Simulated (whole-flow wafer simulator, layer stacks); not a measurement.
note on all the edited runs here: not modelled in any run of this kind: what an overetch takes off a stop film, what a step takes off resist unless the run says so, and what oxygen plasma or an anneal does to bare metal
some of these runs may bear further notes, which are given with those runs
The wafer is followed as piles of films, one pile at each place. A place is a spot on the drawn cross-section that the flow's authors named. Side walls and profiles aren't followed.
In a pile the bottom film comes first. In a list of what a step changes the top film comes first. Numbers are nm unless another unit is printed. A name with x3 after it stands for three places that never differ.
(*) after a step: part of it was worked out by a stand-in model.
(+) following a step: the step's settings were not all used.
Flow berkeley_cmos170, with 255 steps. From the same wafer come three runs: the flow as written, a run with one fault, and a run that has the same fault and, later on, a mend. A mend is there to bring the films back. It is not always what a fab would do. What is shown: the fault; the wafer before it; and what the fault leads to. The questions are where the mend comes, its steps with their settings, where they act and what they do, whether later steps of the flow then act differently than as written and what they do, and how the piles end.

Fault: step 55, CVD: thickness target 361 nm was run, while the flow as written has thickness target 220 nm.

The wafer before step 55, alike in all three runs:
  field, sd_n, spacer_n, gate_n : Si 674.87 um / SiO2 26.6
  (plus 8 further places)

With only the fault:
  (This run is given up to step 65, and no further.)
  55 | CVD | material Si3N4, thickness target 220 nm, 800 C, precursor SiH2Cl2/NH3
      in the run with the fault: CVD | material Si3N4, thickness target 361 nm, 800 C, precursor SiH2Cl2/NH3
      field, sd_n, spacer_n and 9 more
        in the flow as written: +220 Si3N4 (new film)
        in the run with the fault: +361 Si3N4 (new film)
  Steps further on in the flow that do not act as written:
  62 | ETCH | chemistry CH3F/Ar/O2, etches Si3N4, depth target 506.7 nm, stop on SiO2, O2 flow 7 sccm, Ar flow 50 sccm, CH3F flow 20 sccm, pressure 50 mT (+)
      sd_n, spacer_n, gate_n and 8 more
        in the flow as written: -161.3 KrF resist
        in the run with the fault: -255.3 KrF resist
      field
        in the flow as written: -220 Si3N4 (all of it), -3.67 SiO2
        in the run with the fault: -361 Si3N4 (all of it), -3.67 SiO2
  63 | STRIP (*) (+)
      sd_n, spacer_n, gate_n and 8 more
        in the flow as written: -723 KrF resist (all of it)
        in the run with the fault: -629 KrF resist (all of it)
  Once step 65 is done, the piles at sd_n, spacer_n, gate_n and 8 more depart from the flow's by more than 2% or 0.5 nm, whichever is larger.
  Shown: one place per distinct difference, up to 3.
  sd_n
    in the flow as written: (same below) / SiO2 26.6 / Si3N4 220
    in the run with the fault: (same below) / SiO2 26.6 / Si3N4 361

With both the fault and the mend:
  The mend stands after step 55.
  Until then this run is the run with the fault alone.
  55a | ETCH | chemistry h3po4, depth target 141 nm
      field, sd_n, spacer_n and 9 more
        -141 Si3N4
  Later steps of the flow that are run all act as written at every place that is followed.
  By the end, the piles equal the flow's at every place that both follow.
